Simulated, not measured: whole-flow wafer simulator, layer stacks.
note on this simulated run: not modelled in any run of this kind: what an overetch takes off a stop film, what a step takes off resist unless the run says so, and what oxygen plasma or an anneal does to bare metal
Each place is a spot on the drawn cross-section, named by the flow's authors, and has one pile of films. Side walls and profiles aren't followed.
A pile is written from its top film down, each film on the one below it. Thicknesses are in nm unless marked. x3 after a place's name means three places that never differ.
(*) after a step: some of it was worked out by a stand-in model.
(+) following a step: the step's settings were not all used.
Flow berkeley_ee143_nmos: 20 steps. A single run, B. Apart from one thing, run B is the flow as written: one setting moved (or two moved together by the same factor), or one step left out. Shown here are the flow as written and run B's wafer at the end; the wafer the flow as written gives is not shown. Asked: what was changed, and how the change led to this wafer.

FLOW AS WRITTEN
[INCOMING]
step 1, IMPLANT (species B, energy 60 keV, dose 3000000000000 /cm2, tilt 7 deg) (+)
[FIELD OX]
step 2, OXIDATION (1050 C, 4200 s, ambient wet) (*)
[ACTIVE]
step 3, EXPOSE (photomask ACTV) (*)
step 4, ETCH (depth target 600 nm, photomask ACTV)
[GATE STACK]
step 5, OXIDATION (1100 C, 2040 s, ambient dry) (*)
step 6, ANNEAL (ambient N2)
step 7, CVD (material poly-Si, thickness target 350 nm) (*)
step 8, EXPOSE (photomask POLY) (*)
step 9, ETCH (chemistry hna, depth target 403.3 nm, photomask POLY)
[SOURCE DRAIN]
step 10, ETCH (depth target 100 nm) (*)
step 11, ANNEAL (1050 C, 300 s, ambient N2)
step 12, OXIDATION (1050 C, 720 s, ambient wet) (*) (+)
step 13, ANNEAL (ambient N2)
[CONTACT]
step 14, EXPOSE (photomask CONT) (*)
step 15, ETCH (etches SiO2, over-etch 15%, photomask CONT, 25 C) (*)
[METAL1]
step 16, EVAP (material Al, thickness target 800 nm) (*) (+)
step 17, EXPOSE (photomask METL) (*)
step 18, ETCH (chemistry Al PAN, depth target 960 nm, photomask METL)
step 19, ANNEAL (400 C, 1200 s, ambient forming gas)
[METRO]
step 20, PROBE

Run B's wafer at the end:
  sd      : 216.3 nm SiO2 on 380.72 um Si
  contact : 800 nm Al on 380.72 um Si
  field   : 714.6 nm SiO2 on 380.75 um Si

Cause: step 9, ETCH: depth target 289.9 nm was run, whereas the flow has depth target 403.3 nm.

Step by step, how the change led to this:
  step 9, ETCH (chemistry hna, depth target 403.3 nm, photomask POLY)
      sd, contact, field: -289.9 poly-Si (in the flow as written it would be: -350 poly-Si (all of it))
  step 10, ETCH (depth target 100 nm) (*)
      sd, contact: nothing (in the flow as written it would be: -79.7 SiO2 (all of it))
      field: nothing (in the flow as written it would be: -100 SiO2)
  step 12, OXIDATION (1050 C, 720 s, ambient wet) (*) (+)
      sd, contact: -60.1 poly-Si (all of it), +136.6 SiO2 (in the flow as written it would be: +189.4 SiO2 (new film), -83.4 Si)
      field: -60.1 poly-Si (all of it), +136.6 SiO2 (in the flow as written it would be: +69.1 SiO2, -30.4 Si)
  step 15, ETCH (etches SiO2, over-etch 15%, photomask CONT, 25 C) (*)
      contact: -216.3 SiO2 (all of it) (in the flow as written it would be: -189.4 SiO2 (all of it))
